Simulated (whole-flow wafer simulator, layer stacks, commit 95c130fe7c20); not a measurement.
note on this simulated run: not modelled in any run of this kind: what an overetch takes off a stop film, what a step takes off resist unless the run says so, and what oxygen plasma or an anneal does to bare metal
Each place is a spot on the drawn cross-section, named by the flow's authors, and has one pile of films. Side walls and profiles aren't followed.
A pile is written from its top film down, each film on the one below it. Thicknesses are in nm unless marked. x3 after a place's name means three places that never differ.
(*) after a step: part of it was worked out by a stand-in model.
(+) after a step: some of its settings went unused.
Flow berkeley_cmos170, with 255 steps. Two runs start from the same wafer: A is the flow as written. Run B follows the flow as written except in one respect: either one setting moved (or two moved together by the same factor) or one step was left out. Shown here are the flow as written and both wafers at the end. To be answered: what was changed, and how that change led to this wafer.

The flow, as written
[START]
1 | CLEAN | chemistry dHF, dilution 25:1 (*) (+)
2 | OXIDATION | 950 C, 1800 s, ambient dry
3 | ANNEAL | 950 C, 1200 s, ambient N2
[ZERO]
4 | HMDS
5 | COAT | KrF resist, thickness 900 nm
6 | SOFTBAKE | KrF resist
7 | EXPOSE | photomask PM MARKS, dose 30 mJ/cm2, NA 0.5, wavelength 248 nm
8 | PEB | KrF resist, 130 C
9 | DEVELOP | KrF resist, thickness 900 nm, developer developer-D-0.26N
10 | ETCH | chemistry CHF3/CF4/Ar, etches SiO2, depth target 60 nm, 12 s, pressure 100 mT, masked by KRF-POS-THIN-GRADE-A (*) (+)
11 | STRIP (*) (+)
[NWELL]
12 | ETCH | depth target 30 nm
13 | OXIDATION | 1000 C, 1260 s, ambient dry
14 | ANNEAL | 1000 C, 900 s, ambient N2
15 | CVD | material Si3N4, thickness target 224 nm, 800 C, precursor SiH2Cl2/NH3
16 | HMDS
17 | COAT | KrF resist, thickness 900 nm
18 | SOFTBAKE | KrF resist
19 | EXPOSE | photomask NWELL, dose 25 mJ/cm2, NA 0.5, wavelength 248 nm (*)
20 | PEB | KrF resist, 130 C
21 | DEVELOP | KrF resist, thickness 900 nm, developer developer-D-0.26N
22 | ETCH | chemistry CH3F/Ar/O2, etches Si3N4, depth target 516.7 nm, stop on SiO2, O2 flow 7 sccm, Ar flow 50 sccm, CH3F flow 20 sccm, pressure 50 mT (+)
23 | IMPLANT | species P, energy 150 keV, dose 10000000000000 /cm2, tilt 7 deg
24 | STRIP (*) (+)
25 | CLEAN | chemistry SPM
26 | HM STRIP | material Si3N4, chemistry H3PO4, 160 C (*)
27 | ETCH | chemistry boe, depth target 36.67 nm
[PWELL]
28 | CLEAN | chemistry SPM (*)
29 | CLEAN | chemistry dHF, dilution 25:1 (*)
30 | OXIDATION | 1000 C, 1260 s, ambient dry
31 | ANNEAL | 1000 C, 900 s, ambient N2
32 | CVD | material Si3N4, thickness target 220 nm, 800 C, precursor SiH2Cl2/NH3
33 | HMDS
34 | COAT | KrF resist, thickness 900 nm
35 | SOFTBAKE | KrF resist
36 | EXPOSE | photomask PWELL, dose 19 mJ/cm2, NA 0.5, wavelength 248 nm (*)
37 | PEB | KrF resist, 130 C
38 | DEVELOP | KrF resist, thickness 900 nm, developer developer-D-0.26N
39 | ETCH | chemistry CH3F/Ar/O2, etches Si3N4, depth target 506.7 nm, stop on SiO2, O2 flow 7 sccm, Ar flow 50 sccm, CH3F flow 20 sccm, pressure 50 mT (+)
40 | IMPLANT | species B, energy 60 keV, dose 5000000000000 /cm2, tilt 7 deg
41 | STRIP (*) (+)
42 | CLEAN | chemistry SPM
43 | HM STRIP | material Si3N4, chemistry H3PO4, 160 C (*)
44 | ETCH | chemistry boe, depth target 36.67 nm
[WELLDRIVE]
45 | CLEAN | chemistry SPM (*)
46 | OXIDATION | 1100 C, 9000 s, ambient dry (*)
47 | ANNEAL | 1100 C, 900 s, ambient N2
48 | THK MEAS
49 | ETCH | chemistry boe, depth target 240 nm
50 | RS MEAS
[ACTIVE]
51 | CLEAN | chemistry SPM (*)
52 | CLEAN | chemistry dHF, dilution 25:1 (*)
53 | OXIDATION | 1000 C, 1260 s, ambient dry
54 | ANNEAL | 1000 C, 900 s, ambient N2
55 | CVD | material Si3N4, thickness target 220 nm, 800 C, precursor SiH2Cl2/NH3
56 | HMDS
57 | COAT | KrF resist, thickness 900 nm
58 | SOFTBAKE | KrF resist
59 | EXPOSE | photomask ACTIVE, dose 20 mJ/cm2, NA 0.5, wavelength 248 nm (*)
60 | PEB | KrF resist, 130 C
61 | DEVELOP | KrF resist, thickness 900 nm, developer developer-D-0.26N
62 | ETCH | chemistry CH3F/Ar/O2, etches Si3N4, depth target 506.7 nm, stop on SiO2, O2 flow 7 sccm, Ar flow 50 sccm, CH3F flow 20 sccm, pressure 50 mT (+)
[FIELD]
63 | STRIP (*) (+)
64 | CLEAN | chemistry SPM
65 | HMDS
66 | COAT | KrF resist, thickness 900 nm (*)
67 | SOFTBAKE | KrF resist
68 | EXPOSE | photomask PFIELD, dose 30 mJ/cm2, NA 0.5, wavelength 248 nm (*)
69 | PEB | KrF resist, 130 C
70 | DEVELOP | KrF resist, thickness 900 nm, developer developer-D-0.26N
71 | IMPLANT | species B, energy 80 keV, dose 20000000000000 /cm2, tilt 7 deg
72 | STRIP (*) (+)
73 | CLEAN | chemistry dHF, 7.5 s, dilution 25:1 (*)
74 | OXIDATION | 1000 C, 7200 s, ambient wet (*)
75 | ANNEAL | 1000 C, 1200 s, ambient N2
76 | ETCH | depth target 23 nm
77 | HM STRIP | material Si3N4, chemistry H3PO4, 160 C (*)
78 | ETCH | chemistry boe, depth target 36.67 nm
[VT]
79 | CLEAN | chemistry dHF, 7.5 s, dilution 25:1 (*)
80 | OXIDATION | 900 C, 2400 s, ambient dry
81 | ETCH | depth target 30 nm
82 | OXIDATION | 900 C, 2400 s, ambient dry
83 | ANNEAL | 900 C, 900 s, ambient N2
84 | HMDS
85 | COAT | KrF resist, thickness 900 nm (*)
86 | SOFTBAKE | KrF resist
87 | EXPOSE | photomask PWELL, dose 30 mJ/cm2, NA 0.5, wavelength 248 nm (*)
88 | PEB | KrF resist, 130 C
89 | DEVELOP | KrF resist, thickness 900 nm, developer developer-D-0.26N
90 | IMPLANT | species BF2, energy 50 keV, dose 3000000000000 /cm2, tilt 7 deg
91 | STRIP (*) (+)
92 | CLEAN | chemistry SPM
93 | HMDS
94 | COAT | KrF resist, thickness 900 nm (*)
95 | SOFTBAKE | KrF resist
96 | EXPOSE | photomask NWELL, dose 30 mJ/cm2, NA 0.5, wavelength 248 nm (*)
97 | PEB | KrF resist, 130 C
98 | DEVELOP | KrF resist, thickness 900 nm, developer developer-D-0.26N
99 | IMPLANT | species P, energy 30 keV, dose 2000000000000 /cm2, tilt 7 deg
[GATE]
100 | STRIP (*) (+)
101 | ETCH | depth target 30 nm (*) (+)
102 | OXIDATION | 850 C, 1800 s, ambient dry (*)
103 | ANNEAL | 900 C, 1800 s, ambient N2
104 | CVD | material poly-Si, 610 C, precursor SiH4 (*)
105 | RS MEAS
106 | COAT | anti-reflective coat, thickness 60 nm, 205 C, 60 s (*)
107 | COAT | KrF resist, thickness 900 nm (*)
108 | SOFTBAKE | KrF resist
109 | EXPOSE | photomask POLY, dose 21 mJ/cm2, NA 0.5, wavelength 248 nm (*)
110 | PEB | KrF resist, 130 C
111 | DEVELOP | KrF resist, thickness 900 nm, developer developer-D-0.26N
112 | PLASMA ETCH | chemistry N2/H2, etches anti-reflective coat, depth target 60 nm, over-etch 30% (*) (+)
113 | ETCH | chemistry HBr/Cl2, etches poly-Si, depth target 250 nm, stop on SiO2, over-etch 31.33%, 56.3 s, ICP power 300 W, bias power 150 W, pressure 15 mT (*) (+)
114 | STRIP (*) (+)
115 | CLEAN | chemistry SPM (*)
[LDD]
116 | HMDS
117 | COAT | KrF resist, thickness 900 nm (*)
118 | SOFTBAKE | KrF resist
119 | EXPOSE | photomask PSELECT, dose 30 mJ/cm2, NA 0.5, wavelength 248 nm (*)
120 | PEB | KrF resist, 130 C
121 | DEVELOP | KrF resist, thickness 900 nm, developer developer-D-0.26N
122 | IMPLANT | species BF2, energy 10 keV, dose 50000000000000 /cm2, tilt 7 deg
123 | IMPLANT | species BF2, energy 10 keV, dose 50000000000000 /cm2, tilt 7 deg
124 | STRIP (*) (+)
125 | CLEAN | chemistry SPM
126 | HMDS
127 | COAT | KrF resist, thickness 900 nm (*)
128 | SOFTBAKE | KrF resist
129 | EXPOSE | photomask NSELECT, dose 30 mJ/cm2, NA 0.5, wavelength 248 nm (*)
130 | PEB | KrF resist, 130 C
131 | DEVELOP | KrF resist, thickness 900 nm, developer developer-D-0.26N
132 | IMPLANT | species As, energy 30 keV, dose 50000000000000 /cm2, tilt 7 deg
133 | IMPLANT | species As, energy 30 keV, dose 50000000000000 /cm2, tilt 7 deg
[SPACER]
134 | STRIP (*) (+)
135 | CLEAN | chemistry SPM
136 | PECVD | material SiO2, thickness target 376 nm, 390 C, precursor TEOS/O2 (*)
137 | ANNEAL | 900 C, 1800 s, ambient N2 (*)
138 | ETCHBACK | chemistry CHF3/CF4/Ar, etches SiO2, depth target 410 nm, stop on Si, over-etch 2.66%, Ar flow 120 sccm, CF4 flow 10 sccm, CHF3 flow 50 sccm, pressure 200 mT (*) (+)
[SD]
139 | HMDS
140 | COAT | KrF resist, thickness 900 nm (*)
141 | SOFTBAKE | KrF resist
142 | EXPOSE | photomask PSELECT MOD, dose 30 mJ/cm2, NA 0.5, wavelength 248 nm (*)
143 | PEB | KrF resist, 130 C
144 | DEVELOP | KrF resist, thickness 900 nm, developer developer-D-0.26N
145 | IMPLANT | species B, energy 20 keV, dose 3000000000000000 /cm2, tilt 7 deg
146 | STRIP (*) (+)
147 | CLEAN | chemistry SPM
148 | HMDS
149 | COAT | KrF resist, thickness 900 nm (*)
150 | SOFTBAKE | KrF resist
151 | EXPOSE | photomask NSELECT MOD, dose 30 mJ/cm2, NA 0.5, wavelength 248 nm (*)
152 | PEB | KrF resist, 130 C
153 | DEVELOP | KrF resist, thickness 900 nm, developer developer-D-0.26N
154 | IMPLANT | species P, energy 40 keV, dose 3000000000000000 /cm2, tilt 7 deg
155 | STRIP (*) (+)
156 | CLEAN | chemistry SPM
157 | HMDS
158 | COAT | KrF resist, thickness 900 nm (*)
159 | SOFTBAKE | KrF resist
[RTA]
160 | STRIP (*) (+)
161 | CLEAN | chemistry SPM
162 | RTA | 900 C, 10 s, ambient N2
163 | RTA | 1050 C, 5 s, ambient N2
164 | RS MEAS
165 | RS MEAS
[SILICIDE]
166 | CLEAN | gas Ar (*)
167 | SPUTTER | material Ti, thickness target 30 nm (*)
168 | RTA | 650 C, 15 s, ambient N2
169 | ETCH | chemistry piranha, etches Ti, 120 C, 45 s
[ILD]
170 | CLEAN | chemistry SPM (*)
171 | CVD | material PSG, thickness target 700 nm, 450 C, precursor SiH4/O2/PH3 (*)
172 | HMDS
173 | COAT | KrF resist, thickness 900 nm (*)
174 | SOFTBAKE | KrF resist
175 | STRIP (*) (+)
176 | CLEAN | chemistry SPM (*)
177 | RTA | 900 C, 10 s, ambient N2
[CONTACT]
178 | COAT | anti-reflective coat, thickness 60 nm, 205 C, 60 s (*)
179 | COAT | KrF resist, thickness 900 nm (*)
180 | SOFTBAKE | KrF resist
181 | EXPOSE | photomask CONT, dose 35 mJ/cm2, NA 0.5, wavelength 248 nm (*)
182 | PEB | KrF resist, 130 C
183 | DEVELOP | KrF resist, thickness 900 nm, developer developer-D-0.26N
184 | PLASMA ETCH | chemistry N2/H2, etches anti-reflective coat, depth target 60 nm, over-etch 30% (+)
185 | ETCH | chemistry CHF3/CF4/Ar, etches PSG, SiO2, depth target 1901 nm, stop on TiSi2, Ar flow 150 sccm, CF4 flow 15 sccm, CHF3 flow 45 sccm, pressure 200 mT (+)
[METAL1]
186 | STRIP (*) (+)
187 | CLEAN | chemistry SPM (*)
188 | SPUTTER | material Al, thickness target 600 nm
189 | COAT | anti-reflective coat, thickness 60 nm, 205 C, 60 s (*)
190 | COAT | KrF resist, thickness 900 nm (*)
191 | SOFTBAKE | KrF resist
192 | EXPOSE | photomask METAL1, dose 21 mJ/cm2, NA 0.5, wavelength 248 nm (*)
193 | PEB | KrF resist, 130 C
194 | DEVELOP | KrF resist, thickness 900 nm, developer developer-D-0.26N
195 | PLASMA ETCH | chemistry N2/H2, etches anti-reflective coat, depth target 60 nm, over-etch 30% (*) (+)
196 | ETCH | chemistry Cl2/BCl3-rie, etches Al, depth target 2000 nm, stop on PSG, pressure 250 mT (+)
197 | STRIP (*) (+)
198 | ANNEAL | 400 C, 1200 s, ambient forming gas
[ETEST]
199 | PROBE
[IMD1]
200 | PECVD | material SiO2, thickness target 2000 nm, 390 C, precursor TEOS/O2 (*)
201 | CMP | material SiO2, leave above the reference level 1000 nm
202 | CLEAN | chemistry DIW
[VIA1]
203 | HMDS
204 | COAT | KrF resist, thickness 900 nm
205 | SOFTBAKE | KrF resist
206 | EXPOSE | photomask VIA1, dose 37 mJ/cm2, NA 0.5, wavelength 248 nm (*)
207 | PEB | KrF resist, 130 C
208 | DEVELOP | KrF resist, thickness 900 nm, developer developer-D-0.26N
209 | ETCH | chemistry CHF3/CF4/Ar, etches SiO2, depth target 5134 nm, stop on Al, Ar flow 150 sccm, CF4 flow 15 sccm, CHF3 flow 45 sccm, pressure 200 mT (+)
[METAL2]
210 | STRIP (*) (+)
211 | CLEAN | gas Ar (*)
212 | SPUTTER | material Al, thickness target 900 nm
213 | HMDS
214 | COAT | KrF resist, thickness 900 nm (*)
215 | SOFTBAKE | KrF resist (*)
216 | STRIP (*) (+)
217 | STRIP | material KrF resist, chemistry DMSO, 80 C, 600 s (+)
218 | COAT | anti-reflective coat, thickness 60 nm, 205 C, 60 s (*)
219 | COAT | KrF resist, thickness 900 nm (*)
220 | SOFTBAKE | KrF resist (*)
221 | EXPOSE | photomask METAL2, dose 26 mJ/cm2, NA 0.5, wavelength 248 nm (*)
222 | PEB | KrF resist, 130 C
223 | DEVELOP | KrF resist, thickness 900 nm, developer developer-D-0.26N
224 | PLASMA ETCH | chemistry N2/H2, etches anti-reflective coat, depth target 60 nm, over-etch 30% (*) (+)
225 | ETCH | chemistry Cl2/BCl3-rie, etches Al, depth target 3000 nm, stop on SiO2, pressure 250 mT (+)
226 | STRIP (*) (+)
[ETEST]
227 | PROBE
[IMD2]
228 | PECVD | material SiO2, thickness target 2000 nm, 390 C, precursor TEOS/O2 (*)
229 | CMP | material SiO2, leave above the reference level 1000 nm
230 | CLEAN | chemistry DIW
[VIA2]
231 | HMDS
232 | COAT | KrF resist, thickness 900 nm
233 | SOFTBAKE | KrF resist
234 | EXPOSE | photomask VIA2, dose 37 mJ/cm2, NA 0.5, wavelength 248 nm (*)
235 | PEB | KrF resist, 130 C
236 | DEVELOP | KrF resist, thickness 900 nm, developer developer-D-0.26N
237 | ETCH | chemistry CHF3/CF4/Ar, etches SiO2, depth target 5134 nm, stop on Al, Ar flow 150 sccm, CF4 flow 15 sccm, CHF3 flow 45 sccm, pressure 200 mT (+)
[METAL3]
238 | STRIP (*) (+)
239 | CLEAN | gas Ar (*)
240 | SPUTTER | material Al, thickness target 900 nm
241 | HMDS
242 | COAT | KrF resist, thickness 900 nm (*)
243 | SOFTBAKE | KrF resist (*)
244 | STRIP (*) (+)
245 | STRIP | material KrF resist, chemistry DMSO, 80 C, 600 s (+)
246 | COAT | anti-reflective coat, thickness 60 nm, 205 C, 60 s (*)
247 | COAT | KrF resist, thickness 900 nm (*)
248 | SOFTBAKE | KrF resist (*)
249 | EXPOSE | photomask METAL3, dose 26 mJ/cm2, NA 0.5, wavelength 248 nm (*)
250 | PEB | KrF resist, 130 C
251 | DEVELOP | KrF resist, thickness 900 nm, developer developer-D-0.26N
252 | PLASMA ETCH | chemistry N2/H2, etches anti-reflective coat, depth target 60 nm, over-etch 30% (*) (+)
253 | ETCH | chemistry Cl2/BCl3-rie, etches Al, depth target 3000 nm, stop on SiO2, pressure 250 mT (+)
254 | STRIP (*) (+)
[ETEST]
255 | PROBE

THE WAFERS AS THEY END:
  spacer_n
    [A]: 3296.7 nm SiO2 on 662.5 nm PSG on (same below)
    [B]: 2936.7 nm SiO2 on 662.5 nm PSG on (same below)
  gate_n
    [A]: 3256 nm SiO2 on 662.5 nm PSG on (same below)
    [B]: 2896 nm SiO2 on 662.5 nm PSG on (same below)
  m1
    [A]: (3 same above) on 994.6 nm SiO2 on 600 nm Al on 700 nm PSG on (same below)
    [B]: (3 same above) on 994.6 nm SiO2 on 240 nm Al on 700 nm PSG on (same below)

The reason: step 188, SPUTTER: thickness target 240 nm was run, whereas the flow has thickness target 600 nm.
The wafer itself shows it: m1 has Al 240, and step 188 as written asks for 600 nm.

The path from the change to this, step by step:
  188 | SPUTTER | material Al, thickness target 600 nm
      field, sd_n, spacer_n and 7 more: A +600 Al (new film) | B +240 Al (new film)
      sd_p: A +573.8 Al (new film) | B +222.7 Al (new film)
      (also at 1 further place)
  189 | COAT | anti-reflective coat, thickness 60 nm, 205 C, 60 s (*)
      sd_n: A +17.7 anti-reflective coat (new film) | B +8.09 anti-reflective coat (new film)
      contact: A +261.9 anti-reflective coat (new film) | B +223.9 anti-reflective coat (new film)
      (also at 1 further place)
  190 | COAT | KrF resist, thickness 900 nm (*)
      contact: A +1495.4 KrF resist (new film) | B +1417.4 KrF resist (new film)
  195 | PLASMA ETCH | chemistry N2/H2, etches anti-reflective coat, depth target 60 nm, over-etch 30% (*) (+)
      sd_n: A -17.7 anti-reflective coat (all of it) | B -8.09 anti-reflective coat (all of it)
  196 | ETCH | chemistry Cl2/BCl3-rie, etches Al, depth target 2000 nm, stop on PSG, pressure 250 mT (+)
      field, sd_n, spacer_n, gate_n, spacer_p, gate_p: A -600 Al (all of it), -37.5 PSG | B -240 Al (all of it), -37.5 PSG
      contact, m1, via1, m2, via2: A -450 KrF resist | B -270 KrF resist
      (also at 1 further place)
  197 | STRIP (*) (+)
      contact: A -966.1 KrF resist (all of it), -261.9 anti-reflective coat (all of it) | B -1069.2 KrF resist (all of it), -223.9 anti-reflective coat (all of it)
      m1: A -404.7 KrF resist (all of it), -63 anti-reflective coat (all of it) | B -584.2 KrF resist (all of it), -62.7 anti-reflective coat (all of it)
      (also at 3 further places)
  201 | CMP | material SiO2, leave above the reference level 1000 nm
      spacer_n, spacer_p: A -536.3 SiO2 | B -896.3 SiO2
      gate_n, gate_p: A -577.1 SiO2 | B -937.1 SiO2
      (also at 4 further places)
